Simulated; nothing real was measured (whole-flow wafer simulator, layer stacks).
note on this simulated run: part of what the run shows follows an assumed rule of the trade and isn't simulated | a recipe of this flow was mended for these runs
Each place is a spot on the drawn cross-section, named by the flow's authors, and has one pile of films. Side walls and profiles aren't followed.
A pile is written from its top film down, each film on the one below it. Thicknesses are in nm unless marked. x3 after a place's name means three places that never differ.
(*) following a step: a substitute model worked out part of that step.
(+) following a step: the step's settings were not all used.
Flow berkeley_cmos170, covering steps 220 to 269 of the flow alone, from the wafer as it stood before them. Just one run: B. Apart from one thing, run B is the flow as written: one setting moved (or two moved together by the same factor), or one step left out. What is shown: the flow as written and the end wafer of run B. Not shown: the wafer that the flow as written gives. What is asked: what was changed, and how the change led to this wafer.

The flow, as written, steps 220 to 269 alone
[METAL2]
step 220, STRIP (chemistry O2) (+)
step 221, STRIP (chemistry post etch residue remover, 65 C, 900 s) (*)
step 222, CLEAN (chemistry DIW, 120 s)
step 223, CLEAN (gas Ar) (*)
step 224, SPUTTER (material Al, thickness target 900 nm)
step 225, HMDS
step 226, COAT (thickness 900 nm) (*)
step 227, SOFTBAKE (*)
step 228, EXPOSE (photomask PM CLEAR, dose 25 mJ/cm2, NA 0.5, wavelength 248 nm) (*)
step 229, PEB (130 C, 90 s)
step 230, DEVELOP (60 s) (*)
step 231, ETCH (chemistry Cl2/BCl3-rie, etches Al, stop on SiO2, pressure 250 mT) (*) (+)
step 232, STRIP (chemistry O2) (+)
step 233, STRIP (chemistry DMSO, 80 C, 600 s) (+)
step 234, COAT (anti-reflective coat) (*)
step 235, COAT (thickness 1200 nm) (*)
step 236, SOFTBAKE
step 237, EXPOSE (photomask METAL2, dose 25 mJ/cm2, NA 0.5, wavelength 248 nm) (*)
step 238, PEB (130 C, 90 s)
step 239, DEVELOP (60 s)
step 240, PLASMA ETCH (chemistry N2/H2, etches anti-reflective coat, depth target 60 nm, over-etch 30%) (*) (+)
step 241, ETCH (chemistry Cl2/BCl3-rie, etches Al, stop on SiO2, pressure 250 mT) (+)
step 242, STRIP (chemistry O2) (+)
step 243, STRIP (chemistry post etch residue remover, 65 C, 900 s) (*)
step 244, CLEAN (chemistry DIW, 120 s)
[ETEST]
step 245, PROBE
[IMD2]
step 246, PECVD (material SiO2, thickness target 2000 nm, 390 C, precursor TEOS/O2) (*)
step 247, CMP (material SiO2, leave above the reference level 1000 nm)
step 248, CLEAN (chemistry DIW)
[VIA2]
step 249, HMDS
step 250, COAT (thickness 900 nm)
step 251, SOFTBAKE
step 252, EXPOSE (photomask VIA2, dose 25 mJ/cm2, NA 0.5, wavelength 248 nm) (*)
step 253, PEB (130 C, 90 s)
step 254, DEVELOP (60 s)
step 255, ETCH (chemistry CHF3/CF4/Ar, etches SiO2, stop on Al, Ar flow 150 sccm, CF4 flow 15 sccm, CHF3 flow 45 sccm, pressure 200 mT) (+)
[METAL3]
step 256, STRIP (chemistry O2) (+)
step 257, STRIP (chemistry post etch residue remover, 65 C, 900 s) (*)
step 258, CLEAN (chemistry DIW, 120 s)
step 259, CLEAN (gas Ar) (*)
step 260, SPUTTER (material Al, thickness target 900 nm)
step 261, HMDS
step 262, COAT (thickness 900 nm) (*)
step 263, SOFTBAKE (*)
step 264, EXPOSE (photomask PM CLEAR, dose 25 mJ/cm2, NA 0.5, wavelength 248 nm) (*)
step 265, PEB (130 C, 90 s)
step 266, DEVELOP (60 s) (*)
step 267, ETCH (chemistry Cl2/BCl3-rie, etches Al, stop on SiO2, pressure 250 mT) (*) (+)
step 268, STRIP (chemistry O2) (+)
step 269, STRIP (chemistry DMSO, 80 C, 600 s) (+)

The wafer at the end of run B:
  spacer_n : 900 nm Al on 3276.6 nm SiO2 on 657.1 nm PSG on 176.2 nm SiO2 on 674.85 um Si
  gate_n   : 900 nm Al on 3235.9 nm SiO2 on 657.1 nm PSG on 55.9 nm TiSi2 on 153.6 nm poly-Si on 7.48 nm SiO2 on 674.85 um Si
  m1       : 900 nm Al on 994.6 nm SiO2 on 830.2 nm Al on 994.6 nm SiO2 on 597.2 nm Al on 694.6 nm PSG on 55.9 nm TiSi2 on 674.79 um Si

What caused this: step 224, SPUTTER: thickness target 833 nm was run, though the flow has thickness target 900 nm.

How this came from the change, step by step:
  step 224, SPUTTER (material Al, thickness target 900 nm)
      field, mark, sd_n and 9 more: +833 Al (new film) (it would be, as written: +900 Al (new film))
      via1: +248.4 Al (it would be, as written: +259.4 Al)
  step 226, COAT (thickness 900 nm) (*)
      via1: +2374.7 KrF-resist (new film) (it would be, as written: +2428.6 KrF-resist (new film))
  step 231, ETCH (chemistry Cl2/BCl3-rie, etches Al, stop on SiO2, pressure 250 mT) (*) (+)
      field, sd_n, spacer_n and 9 more: -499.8 KrF-resist (it would be, as written: -533.3 KrF-resist)
      mark: -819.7 Al (all of it), -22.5 SiO2 (it would be, as written: -886.7 Al (all of it), -22.5 SiO2)
  step 232, STRIP (chemistry O2) (+)
      field, spacer_n, gate_n: -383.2 KrF-resist (all of it) (it would be, as written: -349.7 KrF-resist (all of it))
      spacer_p, gate_p: -382.9 KrF-resist (all of it) (it would be, as written: -349.4 KrF-resist (all of it))
      (also at 6 further places)
  step 234, COAT (anti-reflective coat) (*)
      via1: +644 anti-reflective coat (new film) (it would be, as written: +671.1 anti-reflective coat (new film))
  step 241, ETCH (chemistry Cl2/BCl3-rie, etches Al, stop on SiO2, pressure 250 mT) (+)
      field, sd_n, spacer_n, gate_n, sd_p, spacer_p, gate_p: -833 Al (all of it), -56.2 SiO2 (it would be, as written: -900 Al (all of it), -56.2 SiO2)
      contact, m1, via1, m2, via2: -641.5 KrF-resist (it would be, as written: -675 KrF-resist)
      (also at 1 further place)
  step 242, STRIP (chemistry O2) (+)
      contact: -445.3 KrF-resist (all of it), -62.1 anti-reflective coat (all of it) (it would be, as written: -412 KrF-resist (all of it), -62.1 anti-reflective coat (all of it))
      m1: -465.6 KrF-resist (all of it), -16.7 anti-reflective coat (all of it) (it would be, as written: -433.1 KrF-resist (all of it), -16.6 anti-reflective coat (all of it))
      (also at 3 further places)
  step 246, PECVD (material SiO2, thickness target 2000 nm, 390 C, precursor TEOS/O2) (*)
      via1: +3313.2 SiO2 (new film), +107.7 void (new film), +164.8 SiO2 (new film) (it would be, as written: +3103.6 SiO2 (new film), +387 void (new film), +151 SiO2 (new film))
  step 247, CMP (material SiO2, leave above the reference level 1000 nm)
      field, sd_n, spacer_n, gate_n, sd_p, spacer_p, gate_p: -113.6 SiO2 (it would be, as written: -46.6 SiO2)
